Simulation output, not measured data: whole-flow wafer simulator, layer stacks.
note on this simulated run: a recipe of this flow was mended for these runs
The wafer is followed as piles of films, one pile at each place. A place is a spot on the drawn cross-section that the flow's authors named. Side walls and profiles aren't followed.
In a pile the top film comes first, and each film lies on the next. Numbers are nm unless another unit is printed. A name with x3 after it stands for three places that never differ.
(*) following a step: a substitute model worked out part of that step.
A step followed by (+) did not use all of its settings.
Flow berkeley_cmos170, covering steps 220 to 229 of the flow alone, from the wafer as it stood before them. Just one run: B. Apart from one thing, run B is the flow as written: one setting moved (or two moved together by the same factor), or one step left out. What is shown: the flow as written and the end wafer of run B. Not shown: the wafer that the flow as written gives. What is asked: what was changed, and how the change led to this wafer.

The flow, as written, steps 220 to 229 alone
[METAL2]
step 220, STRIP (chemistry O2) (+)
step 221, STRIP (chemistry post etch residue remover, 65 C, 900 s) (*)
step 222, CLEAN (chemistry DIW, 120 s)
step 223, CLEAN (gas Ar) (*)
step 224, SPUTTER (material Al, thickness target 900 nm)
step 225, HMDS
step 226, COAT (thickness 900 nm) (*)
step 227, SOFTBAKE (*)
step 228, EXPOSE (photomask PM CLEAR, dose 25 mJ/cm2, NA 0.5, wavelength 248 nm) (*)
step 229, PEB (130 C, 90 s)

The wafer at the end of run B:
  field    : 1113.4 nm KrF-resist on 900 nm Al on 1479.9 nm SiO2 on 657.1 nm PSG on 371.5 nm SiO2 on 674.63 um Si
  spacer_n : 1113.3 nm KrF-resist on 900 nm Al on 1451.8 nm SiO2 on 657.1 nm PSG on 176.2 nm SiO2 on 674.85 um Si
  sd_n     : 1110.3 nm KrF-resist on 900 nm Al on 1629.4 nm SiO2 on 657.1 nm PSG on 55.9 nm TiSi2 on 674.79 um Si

What caused this: step 226, COAT: thickness 1116 nm was run, while the flow as written has thickness 900 nm.

Step by step, how the change led to this:
  step 226, COAT (thickness 900 nm) (*)
      spacer_n, gate_n: KrF-resist gains 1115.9 (new film) (as written it would have been: KrF-resist gains 899.9 (new film))
      field: KrF-resist gains 1115.9 (new film) (as written it would have been: KrF-resist gains 900 (new film))
      (as well as at 10 more places)
  step 229, PEB (130 C, 90 s)
      field, mark, spacer_n, gate_n, sd_p, spacer_p, gate_p: KrF-resist loses 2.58 (as written it would have been: KrF-resist loses 2)
      sd_n: KrF-resist loses 2.57 (as written it would have been: KrF-resist loses 1.99)
      (as well as at 5 more places)
